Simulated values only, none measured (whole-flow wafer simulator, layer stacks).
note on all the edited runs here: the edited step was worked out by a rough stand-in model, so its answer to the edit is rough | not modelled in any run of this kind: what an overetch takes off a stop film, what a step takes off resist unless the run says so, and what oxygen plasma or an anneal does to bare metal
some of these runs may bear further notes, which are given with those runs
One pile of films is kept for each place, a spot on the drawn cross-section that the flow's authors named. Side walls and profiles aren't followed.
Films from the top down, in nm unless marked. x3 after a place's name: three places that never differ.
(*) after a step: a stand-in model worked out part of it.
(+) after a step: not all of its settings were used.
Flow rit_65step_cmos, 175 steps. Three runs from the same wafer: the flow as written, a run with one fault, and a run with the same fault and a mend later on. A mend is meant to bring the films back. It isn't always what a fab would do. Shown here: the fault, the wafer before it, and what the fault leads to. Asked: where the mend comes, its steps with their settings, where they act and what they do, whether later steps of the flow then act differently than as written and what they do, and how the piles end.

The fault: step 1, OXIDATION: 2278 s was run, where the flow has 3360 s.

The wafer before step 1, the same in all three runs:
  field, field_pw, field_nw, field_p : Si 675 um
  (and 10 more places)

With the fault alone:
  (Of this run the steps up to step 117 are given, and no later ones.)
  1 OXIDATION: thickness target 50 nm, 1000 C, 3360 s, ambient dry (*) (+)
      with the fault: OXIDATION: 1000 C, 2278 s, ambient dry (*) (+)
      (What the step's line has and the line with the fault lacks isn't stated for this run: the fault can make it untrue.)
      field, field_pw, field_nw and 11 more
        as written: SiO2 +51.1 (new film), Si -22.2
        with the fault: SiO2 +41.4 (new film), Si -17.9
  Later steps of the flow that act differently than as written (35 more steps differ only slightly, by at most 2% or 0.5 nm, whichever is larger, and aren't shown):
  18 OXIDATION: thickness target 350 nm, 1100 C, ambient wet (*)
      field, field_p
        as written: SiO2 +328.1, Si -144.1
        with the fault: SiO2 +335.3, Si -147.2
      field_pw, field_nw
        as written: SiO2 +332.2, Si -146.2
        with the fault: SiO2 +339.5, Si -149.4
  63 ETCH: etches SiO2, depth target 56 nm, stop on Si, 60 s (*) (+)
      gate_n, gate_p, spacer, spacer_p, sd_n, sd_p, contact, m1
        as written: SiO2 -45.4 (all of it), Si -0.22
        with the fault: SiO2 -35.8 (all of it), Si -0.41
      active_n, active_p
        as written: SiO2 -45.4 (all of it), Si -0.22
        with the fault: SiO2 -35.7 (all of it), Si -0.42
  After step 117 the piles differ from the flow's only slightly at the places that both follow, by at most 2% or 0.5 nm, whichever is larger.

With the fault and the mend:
  The mend comes after step 2.
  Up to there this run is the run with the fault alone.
  2a ETCH: depth target 48 nm, 21.5 C, 53 s
      field, field_pw, field_nw and 11 more
        SiO2 -41.4 (all of it)
  2b CLEAN: chemistry SC2, 75 C, 600 s
      field, field_pw, field_nw and 11 more
        chemical SiO2 +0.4 (new film), Si -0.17
  2c OXIDATION: 1000 C, 3360 s, ambient dry (*) (the flow's step 1 once more, with other settings)
      field, field_pw, field_nw and 11 more
        SiO2 +51 (new film), chemical SiO2 -0.4 (all of it), Si -22.3
  Later steps of the flow that act differently than as written (18 more steps differ only slightly, by at most 2% or 0.5 nm, whichever is larger, and aren't shown):
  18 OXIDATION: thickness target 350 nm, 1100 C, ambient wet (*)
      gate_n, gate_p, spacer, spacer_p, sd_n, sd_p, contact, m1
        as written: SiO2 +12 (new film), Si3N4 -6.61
        with the mend: SiO2 +12 (new film), Si3N4 -6.61, SiO2 +0.03
  At the end the piles differ from the flow's only slightly at the places that both follow, by at most 2% or 0.5 nm, whichever is larger.
